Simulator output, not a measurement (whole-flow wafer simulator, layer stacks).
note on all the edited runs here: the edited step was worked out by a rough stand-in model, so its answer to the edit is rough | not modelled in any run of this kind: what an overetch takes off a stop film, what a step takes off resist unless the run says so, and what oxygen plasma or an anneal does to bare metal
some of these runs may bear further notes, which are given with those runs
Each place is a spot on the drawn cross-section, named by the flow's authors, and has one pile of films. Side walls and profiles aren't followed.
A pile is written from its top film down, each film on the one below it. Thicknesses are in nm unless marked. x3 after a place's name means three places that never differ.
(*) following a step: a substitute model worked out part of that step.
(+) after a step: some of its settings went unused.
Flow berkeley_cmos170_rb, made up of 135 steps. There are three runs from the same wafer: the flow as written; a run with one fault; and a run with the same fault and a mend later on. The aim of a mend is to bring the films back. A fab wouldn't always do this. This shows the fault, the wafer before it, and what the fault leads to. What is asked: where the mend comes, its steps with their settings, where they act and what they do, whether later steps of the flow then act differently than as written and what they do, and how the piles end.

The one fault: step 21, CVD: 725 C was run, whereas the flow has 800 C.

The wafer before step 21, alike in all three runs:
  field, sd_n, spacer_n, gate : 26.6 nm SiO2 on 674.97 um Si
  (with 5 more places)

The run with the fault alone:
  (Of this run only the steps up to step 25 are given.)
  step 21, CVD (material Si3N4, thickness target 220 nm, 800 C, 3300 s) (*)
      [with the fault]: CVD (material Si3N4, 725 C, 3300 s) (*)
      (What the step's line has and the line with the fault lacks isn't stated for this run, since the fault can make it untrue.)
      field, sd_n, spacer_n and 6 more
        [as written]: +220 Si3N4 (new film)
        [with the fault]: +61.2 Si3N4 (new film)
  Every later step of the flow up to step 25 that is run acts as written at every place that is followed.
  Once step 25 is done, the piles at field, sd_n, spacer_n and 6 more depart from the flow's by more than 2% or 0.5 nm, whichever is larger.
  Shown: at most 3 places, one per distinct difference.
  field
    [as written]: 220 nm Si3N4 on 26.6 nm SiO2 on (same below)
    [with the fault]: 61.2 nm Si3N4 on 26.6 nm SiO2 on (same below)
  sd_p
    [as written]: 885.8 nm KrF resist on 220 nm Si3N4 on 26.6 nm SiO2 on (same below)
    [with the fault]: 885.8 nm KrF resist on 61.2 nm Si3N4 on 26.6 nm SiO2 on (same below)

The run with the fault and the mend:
  The mend stands after step 25.
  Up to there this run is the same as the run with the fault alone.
  step 25a, STRIP (*) (+)
      sd_p, spacer_p, gate_p, m1
        -885.8 KrF resist (all of it)
  step 25b, CLEAN (*) (a further turn of the flow's step 18)
      does not change any film at any place that is followed
  step 25c, CVD (material Si3N4, thickness target 158.8 nm, 800 C, 2382 s) (*) (a further turn of the flow's step 21, with different settings)
      field, sd_n, spacer_n and 6 more
        +158.8 Si3N4
  step 25d, COAT (KrF resist, thickness 900 nm) (a further turn of the flow's step 22)
      field, sd_n, spacer_n and 6 more
        +900 KrF resist (new film)
  step 25e, EXPOSE (photomask PWELL) (a further turn of the flow's step 23)
      does not change any film at any place that is followed
  step 25f, PEB (130 C, 60 s) (*) (a further turn of the flow's step 24)
      does not change any film at any place that is followed
  step 25g, DEVELOP (developer developer-D-0.26N, 45 s) (a further turn of the flow's step 25)
      field, sd_n, spacer_n, gate, contact
        -900 KrF resist (all of it)
      sd_p, spacer_p, gate_p, m1
        -14.2 KrF resist
  Every later step of the flow that is run acts as written, at every place that is followed, to within 2% or 0.5 nm, whichever is larger.
  By the end, the piles equal the flow's at every place that both follow.
